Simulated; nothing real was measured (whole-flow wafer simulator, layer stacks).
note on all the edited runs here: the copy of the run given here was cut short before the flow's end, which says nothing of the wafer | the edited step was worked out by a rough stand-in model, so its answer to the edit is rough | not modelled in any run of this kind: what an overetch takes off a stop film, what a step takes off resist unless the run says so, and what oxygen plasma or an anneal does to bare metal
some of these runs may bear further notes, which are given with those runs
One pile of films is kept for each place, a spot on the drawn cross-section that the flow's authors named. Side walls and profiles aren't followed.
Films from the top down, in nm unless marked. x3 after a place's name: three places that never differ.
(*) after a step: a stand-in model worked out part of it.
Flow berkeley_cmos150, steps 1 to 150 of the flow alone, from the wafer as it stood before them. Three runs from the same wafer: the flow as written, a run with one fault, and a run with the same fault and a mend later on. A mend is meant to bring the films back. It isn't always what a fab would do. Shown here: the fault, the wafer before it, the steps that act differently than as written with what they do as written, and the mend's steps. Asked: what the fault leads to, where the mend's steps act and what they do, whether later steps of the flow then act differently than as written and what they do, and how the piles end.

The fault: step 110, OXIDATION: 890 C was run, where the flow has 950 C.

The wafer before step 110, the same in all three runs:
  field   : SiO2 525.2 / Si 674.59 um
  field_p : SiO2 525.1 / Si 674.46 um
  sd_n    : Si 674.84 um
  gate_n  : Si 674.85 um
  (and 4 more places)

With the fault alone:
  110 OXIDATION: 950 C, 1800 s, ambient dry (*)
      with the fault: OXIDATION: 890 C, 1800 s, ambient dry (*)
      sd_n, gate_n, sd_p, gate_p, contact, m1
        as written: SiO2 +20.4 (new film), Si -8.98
        with the fault: SiO2 +11.3 (new film), Si -4.96
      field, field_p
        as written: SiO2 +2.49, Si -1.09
        with the fault: SiO2 +0.94, Si -0.41
  No later step of the flow acts differently than as written, at any place that is followed, by more than 2% or 0.5 nm, whichever is larger.
  At the end the piles differ from the flow's by more than 2% or 0.5 nm, whichever is larger, at sd_n, gate_n, sd_p, gate_p, contact, m1.
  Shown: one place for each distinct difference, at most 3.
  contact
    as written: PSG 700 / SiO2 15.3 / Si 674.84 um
    with the fault: PSG 700 / SiO2 6.18 / Si 674.84 um
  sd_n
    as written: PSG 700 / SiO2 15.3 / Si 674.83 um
    with the fault: PSG 700 / SiO2 6.18 / Si 674.83 um
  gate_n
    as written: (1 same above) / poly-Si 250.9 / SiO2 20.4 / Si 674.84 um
    with the fault: (1 same above) / poly-Si 250.9 / SiO2 11.3 / Si 674.84 um

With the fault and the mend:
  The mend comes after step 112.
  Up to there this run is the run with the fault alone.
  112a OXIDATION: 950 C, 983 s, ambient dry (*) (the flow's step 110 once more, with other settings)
      sd_n, gate_n, sd_p, gate_p, contact, m1
        SiO2 +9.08, Si -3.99
      field, field_p
        SiO2 +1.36, Si -0.6
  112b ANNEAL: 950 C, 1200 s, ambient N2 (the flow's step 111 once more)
      changes no film at any place that is followed
  No later step of the flow acts differently than as written, at any place that is followed, by more than 2% or 0.5 nm, whichever is larger.
  At the end the piles differ from the flow's only slightly at the places that both follow, by at most 2% or 0.5 nm, whichever is larger.
